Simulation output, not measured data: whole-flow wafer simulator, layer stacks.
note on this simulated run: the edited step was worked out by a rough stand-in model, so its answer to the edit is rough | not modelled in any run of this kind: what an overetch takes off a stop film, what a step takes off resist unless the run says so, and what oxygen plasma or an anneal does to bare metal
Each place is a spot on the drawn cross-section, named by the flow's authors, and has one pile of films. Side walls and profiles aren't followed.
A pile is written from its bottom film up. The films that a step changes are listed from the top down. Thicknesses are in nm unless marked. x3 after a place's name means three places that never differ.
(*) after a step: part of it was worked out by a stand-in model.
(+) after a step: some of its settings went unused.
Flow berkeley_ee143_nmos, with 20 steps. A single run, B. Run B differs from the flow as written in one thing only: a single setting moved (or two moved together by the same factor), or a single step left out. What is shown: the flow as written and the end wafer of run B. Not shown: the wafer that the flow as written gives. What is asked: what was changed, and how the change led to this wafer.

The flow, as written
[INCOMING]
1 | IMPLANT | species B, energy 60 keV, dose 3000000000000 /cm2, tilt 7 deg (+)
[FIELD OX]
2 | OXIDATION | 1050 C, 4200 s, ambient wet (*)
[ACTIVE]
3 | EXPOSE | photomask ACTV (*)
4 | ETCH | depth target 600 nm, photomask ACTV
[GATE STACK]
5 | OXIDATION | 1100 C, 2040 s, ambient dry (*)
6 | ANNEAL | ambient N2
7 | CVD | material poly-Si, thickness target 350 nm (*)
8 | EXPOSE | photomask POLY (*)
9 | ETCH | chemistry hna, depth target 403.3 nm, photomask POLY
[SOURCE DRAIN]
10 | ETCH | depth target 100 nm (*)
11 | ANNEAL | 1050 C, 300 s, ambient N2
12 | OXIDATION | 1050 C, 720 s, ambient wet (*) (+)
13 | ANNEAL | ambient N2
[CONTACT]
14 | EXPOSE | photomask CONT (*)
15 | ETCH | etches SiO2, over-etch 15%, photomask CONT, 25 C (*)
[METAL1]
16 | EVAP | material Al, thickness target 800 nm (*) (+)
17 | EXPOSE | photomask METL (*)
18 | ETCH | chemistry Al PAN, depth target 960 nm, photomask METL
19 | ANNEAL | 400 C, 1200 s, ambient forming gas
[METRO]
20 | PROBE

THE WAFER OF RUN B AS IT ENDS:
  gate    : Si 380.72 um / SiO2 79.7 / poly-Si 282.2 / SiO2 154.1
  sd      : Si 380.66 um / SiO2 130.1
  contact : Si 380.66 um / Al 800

The reason: step 12, OXIDATION: 432 s was run, while the flow as written has 720 s.

Step by step, how the change led to this:
  12 | OXIDATION | 1050 C, 720 s, ambient wet (*) (+)
      sd, contact: SiO2 gains 130.1 (new film), Si loses 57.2 (it would be, as written: SiO2 gains 189.4 (new film), Si loses 83.4)
      gate: SiO2 gains 154.1 (new film), poly-Si loses 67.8 (it would be, as written: SiO2 gains 217.6 (new film), poly-Si loses 95.7)
      (also at 1 further place)
  15 | ETCH | etches SiO2, over-etch 15%, photomask CONT, 25 C (*)
      contact: SiO2 loses 130.1 (all of it) (it would be, as written: SiO2 loses 189.4 (all of it))
